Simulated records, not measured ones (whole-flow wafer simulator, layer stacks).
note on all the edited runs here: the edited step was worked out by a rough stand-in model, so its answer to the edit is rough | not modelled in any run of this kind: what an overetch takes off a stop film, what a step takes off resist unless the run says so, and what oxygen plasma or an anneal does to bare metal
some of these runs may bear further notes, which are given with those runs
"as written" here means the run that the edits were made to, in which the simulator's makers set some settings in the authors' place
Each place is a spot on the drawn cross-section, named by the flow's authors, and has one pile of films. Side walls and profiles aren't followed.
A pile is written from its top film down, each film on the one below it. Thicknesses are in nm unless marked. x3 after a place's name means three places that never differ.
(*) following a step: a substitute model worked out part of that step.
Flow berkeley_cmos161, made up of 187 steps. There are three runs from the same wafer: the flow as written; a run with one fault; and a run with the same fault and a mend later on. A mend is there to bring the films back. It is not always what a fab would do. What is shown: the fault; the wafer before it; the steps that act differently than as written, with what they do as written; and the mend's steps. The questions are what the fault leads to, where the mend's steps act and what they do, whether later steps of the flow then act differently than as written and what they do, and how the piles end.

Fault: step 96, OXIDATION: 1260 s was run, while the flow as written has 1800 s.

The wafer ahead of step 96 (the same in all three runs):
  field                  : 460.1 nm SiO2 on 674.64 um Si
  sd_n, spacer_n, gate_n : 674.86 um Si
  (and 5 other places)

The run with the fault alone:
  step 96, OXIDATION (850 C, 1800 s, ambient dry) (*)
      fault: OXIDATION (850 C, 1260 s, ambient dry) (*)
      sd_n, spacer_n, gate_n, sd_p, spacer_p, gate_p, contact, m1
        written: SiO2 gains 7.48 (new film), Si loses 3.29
        fault: SiO2 gains 6.09 (new film), Si loses 2.68
  None of the later steps of the flow differs from how it acts as written, at any place that is followed, by more than 2% or 0.5 nm, whichever is larger.
  At gate_n, gate_p, the piles at the end differ from the flow's by more than 2% or 0.5 nm, whichever is larger.
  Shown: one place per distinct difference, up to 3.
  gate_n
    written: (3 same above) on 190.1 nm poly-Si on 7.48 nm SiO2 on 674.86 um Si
    fault: (3 same above) on 190.1 nm poly-Si on 6.09 nm SiO2 on 674.86 um Si

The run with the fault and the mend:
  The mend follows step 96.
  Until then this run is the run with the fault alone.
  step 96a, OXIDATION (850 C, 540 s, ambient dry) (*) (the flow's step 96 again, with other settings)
      sd_n, spacer_n, gate_n, sd_p, spacer_p, gate_p, contact, m1
        SiO2 gains 1.39, Si loses 0.61
      field
        SiO2 gains 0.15, Si loses 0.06
  None of the later steps of the flow acts differently than as written at any place that is followed.
  The piles end the same as the flow's at every place that both follow.
